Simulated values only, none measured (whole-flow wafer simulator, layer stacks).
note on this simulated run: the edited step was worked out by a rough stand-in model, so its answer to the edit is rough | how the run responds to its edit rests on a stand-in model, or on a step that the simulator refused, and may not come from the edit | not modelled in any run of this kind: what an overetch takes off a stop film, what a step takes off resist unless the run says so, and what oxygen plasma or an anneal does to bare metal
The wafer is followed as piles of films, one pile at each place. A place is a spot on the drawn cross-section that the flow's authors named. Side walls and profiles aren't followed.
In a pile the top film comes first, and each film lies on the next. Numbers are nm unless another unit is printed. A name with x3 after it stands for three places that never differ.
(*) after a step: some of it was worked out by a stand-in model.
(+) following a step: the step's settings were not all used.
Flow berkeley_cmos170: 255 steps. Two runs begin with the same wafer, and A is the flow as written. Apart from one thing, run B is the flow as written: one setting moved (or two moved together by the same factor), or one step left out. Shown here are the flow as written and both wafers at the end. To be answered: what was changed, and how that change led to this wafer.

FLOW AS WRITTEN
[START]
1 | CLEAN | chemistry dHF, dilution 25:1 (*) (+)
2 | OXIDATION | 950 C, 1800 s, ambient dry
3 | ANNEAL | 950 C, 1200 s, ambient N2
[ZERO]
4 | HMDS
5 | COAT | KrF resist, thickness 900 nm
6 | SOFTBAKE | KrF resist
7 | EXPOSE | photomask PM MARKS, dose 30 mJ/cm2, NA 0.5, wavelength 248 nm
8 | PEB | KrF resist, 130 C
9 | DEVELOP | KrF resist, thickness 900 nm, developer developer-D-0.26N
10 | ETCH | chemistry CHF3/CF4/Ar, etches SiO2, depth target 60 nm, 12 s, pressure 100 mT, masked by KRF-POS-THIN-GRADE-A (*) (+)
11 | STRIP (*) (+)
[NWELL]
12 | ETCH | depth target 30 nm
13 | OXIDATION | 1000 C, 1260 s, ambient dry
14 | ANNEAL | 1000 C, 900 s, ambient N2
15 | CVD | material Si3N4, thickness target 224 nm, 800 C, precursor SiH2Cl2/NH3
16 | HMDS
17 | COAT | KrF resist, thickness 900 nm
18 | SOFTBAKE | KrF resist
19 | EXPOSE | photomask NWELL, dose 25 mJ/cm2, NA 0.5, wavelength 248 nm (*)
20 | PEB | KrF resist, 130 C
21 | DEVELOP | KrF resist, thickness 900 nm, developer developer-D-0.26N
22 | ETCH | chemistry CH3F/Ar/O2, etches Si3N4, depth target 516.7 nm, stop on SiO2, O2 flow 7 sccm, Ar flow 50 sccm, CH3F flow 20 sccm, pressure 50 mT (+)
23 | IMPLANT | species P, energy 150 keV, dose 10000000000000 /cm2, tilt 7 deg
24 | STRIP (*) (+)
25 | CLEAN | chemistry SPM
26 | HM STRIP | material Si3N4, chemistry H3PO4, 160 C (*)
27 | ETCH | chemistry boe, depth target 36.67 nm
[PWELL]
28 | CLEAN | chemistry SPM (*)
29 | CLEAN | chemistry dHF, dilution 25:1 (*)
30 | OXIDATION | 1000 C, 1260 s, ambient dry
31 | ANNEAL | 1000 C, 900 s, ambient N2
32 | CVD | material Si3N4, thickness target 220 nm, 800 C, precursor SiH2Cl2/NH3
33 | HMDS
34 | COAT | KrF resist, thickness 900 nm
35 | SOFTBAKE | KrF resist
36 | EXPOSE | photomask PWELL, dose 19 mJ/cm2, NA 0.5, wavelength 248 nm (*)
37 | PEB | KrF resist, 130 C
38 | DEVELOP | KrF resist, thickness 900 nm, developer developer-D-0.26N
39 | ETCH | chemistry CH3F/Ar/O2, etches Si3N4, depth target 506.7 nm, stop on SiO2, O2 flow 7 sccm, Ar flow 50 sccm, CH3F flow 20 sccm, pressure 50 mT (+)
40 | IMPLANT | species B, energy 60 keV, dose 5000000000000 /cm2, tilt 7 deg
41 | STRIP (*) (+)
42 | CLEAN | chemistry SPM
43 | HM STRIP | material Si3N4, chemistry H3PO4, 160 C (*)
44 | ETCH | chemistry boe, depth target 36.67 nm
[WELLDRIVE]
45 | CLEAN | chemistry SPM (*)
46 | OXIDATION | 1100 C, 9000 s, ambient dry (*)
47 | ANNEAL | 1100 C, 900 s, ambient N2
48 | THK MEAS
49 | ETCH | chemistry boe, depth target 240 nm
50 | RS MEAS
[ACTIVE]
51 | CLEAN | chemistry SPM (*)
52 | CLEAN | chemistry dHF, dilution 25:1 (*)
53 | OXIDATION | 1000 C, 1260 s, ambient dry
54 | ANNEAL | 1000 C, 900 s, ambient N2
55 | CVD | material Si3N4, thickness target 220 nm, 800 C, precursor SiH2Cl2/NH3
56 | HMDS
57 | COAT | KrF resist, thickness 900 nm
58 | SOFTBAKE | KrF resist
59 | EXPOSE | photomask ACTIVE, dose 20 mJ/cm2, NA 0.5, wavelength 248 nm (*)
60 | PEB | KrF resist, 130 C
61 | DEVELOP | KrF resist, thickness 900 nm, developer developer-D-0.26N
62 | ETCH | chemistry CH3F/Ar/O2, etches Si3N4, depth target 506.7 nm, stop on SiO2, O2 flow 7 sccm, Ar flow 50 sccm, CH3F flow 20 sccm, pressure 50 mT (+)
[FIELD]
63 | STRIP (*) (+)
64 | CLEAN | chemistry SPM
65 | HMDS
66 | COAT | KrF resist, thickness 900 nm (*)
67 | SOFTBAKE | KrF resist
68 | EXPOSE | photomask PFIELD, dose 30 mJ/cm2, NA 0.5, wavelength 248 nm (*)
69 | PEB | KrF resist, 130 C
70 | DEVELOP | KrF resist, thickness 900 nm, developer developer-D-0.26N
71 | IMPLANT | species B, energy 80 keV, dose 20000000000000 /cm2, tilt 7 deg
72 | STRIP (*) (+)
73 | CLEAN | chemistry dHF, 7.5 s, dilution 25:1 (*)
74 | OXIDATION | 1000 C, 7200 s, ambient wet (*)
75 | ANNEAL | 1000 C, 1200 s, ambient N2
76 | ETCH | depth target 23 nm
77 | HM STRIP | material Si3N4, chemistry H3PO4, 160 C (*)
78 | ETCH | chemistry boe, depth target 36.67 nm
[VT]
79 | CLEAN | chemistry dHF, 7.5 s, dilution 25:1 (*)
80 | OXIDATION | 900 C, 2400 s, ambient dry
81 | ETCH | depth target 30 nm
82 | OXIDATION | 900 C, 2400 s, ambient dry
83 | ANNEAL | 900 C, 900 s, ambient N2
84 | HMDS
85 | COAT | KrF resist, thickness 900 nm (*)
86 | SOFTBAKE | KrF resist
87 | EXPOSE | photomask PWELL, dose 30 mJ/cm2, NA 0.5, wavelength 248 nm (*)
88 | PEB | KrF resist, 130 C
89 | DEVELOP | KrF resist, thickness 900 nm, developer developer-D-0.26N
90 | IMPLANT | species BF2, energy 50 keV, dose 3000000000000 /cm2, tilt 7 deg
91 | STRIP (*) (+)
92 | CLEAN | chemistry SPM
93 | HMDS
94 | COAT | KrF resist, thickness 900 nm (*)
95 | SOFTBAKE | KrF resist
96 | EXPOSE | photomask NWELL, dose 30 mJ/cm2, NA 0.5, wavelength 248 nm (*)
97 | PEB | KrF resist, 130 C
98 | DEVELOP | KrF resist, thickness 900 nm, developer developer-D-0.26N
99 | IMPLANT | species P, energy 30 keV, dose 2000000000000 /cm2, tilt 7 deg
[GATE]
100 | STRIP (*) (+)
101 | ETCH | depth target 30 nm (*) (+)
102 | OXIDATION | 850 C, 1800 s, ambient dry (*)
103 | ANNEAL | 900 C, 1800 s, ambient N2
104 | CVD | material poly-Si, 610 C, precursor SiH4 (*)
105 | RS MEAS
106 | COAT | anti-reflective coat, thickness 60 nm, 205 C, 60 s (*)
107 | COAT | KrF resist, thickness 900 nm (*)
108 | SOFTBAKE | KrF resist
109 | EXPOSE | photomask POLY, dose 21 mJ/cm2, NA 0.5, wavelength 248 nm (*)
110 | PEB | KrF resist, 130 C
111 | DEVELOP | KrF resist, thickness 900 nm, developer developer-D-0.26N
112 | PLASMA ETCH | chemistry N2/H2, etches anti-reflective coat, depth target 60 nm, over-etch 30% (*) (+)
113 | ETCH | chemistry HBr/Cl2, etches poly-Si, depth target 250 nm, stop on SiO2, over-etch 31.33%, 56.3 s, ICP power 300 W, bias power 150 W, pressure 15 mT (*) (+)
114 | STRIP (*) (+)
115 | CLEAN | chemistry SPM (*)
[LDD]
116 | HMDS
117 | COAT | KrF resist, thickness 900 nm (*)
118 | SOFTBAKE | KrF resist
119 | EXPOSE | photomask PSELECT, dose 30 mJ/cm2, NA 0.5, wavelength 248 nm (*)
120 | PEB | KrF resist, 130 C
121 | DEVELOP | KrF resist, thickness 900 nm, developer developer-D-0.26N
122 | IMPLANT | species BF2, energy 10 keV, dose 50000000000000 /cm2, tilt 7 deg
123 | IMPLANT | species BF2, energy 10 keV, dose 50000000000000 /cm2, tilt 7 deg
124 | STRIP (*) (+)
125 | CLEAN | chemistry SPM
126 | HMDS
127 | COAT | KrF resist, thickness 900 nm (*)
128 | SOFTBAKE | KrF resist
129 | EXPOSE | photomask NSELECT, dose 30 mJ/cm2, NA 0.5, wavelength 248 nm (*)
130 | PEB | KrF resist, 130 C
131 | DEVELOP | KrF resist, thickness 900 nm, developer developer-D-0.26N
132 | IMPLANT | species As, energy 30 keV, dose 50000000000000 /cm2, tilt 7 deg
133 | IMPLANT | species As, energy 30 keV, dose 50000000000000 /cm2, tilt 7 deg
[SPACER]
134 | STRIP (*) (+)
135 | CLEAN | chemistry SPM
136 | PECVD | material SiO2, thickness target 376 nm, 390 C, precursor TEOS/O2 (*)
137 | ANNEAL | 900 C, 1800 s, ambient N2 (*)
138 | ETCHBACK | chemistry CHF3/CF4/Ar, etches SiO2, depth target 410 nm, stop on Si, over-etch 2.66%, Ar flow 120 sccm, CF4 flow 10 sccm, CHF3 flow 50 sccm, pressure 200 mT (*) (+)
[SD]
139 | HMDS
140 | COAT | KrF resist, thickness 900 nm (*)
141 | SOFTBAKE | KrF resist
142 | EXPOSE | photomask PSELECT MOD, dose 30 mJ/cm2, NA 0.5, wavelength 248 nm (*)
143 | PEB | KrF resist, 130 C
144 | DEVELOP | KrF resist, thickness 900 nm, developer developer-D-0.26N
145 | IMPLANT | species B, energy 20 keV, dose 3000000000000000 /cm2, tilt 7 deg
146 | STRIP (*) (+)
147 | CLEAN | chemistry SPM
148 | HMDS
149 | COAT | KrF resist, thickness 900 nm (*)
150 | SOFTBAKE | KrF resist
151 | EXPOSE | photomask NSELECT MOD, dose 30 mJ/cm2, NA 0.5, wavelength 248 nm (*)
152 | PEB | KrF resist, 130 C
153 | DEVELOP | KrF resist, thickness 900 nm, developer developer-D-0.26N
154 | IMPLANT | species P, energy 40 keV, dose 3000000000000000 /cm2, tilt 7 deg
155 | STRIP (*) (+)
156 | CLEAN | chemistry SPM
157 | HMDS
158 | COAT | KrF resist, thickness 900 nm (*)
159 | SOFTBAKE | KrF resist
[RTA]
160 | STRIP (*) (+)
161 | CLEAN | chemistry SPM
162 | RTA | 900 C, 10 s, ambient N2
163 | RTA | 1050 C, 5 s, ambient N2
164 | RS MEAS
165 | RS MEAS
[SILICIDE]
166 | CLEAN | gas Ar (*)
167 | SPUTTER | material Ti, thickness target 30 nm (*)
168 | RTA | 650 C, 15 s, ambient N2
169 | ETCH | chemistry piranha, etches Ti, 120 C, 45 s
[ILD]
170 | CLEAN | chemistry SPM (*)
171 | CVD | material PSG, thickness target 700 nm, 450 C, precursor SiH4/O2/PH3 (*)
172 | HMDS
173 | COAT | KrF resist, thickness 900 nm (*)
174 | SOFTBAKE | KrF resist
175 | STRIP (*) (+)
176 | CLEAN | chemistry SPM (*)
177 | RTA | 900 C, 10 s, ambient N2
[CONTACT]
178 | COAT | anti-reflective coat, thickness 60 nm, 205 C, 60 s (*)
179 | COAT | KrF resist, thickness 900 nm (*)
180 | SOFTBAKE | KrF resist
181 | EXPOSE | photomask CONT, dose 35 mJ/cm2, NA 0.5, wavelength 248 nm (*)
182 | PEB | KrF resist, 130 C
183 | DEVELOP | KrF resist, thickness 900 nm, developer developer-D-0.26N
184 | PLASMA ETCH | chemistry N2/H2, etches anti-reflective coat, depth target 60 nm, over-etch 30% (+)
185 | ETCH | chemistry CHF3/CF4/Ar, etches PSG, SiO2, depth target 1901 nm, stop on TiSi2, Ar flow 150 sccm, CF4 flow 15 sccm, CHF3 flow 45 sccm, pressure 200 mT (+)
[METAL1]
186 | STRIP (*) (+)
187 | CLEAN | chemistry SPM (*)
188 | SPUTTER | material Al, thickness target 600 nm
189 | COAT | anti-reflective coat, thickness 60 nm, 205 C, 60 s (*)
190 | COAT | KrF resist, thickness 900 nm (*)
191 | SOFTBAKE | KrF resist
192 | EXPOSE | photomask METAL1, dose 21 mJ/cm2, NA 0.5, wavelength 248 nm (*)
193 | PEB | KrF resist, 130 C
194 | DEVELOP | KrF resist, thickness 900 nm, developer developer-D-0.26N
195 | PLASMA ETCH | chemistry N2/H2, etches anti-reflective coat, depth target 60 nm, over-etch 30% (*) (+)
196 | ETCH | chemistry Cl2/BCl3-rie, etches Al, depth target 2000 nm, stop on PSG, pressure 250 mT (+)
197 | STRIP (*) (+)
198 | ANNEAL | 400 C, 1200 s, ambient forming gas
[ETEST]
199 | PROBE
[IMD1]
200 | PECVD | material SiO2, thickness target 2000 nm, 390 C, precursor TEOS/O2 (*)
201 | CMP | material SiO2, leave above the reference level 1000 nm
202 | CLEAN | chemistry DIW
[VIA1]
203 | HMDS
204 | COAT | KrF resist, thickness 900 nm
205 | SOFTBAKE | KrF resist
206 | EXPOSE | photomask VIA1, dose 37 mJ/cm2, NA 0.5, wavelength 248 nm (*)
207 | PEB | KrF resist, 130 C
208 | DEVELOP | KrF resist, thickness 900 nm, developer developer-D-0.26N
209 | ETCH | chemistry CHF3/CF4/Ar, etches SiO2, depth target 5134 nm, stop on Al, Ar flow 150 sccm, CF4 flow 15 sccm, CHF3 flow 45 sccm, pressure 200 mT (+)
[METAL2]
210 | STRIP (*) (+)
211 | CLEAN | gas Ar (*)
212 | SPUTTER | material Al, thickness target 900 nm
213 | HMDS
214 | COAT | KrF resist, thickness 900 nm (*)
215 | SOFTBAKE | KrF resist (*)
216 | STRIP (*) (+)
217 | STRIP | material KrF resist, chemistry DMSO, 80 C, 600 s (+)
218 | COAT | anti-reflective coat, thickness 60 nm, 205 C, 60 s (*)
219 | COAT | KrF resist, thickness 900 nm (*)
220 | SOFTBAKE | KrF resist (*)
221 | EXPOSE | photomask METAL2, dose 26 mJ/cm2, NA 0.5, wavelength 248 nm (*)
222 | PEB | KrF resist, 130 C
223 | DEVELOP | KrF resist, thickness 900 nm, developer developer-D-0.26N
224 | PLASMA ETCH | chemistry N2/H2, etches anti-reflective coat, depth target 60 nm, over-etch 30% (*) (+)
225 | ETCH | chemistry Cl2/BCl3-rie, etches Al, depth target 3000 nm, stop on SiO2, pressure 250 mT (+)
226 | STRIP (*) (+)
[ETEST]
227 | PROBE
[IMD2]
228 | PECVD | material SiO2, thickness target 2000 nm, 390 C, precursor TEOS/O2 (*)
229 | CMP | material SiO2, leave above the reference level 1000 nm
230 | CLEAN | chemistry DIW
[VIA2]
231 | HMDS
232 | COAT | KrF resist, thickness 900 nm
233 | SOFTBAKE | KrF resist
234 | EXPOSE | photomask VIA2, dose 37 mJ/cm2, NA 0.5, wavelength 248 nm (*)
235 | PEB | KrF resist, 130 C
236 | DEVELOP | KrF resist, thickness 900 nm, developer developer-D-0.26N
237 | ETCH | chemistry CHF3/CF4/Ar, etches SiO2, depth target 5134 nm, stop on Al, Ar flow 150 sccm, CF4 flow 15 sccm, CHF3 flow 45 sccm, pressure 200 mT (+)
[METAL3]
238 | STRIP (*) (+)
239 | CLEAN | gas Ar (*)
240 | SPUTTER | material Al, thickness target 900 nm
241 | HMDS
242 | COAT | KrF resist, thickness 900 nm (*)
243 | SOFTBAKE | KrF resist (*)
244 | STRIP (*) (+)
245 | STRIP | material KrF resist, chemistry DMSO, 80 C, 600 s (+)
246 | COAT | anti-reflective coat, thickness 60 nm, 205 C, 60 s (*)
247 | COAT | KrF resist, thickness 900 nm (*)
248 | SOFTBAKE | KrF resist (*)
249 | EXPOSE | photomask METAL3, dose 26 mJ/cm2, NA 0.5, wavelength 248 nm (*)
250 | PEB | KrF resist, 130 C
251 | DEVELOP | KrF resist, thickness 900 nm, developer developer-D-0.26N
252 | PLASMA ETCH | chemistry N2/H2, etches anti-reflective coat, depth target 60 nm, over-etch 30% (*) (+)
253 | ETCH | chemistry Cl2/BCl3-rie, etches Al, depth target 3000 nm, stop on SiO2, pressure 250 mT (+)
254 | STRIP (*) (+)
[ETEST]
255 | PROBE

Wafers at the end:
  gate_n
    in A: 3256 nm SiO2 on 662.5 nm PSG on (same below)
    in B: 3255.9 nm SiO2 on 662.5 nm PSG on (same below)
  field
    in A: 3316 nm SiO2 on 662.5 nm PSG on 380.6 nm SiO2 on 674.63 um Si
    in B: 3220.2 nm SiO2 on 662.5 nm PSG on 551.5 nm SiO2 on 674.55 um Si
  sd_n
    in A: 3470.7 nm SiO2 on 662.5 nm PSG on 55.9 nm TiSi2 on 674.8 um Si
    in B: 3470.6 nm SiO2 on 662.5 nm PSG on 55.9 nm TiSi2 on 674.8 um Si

Cause: step 74, OXIDATION: 1050 C was run, though the flow has 1000 C.

How this came from the change, step by step:
  74 | OXIDATION | 1000 C, 7200 s, ambient wet (*)
      sd_n, sd_p: A SiO2 gains 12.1 (new film), Si3N4 loses 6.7, SiO2 gains 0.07, Si loses 0.07 | B SiO2 gains 22.7 (new film), Si3N4 loses 12.5
      spacer_n, gate_n, spacer_p and 6 more: A SiO2 gains 12.1 (new film), Si3N4 loses 6.7 | B SiO2 gains 22.7 (new film), Si3N4 loses 12.5
      (and at 1 other place as well)
  76 | ETCH | depth target 23 nm
      sd_n, spacer_n, gate_n and 8 more: A SiO2 loses 12.1 (all of it) | B SiO2 loses 22.7 (all of it)
  77 | HM STRIP | material Si3N4, chemistry H3PO4, 160 C (*)
      sd_n, spacer_n, gate_n and 8 more: A Si3N4 loses 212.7 (all of it), SiO2 loses 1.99 | B Si3N4 loses 206.9 (all of it), SiO2 loses 1.94
  85 | COAT | KrF resist, thickness 900 nm (*)
      field: A KrF resist gains 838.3 (new film) | B KrF resist gains 813.2 (new film)
      sd_n: A KrF resist gains 1008.9 (new film) | B KrF resist gains 1056.6 (new film)
      (and at 10 other places as well)
  89 | DEVELOP | KrF resist, thickness 900 nm, developer developer-D-0.26N
      field: A KrF resist loses 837 (all of it) | B KrF resist loses 812 (all of it)
      sd_n: A KrF resist loses 1007.2 (all of it) | B KrF resist loses 1054.9 (all of it)
      (and at 3 other places as well)
  91 | STRIP (*) (+)
      sd_p: A KrF resist loses 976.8 (all of it) | B KrF resist loses 1015.7 (all of it)
      spacer_p: A KrF resist loses 957.7 (all of it) | B KrF resist loses 986.7 (all of it)
      (and at 5 other places as well)
  94 | COAT | KrF resist, thickness 900 nm (*)
      field: A KrF resist gains 838.3 (new film) | B KrF resist gains 813.2 (new film)
      sd_n: A KrF resist gains 1008.9 (new film) | B KrF resist gains 1056.6 (new film)
      (and at 10 other places as well)
  98 | DEVELOP | KrF resist, thickness 900 nm, developer developer-D-0.26N
      sd_p: A KrF resist loses 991 (all of it) | B KrF resist loses 1029.9 (all of it)
      spacer_p: A KrF resist loses 971.9 (all of it) | B KrF resist loses 1000.9 (all of it)
      (and at 1 other place as well)
  100 | STRIP (*) (+)
      field: A KrF resist loses 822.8 (all of it) | B KrF resist loses 797.8 (all of it)
      sd_n: A KrF resist loses 993 (all of it) | B KrF resist loses 1040.7 (all of it)
      (and at 7 other places as well)
  106 | COAT | anti-reflective coat, thickness 60 nm, 205 C, 60 s (*)
      sd_n: A anti-reflective coat gains 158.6 (new film) | B anti-reflective coat gains 226.7 (new film)
      spacer_n: A anti-reflective coat gains 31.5 (new film) | B anti-reflective coat gains 17.7 (new film)
      (and at 8 other places as well)
  107 | COAT | KrF resist, thickness 900 nm (*)
      spacer_n: A KrF resist gains 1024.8 (new film) | B KrF resist gains 1095.9 (new film)
      gate_n: A KrF resist gains 1027.4 (new film) | B KrF resist gains 1095.1 (new film)
      (and at 7 other places as well)
  111 | DEVELOP | KrF resist, thickness 900 nm, developer developer-D-0.26N
      spacer_n: A KrF resist loses 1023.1 (all of it) | B KrF resist loses 1094.1 (all of it)
      sd_p: A KrF resist loses 954.6 (all of it) | B KrF resist loses 988.4 (all of it)
      (and at 5 other places as well)
  112 | PLASMA ETCH | chemistry N2/H2, etches anti-reflective coat, depth target 60 nm, over-etch 30% (*) (+)
      field: A anti-reflective coat loses 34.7 (all of it), poly-Si loses 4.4 | B anti-reflective coat loses 34.4 (all of it), poly-Si loses 6.67
      sd_n: A anti-reflective coat loses 158.6 (all of it), poly-Si loses 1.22 | B anti-reflective coat loses 226.7 (all of it), poly-Si loses 1.74
      (and at 8 other places as well)
  114 | STRIP (*) (+)
      gate_n: A chemical SiO2 gains 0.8 (new film), KrF resist loses 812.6 (all of it), anti-reflective coat loses 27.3 (all of it), poly-Si loses 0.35 | B chemical SiO2 gains 0.81 (new film), KrF resist loses 880.2 (all of it), anti-reflective coat loses 16 (all of it), poly-Si loses 0.36
      gate_p: A chemical SiO2 gains 0.8 (new film), KrF resist loses 782.1 (all of it), anti-reflective coat loses 29.6 (all of it), poly-Si loses 0.35 | B chemical SiO2 gains 0.81 (new film), KrF resist loses 820.4 (all of it), anti-reflective coat loses 25.2 (all of it), poly-Si loses 0.36
  117 | COAT | KrF resist, thickness 900 nm (*)
      field: A KrF resist gains 846.6 (new film) | B KrF resist gains 826.8 (new film)
      sd_n: A KrF resist gains 1000.9 (new film) | B KrF resist gains 1055.9 (new film)
      (and at 10 other places as well)
  121 | DEVELOP | KrF resist, thickness 900 nm, developer developer-D-0.26N
      sd_p: A KrF resist loses 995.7 (all of it) | B KrF resist loses 1036.7 (all of it)
      spacer_p: A KrF resist loses 991.3 (all of it) | B KrF resist loses 1022 (all of it)
      (and at 1 other place as well)
  ... another 27 steps ...
  201 | CMP | material SiO2, leave above the reference level 1000 nm
      field: A SiO2 loses 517 | B SiO2 loses 612.8
      sd_n: A SiO2 loses 362.4 | B SiO2 loses 385.1
      (and at 2 other places as well)
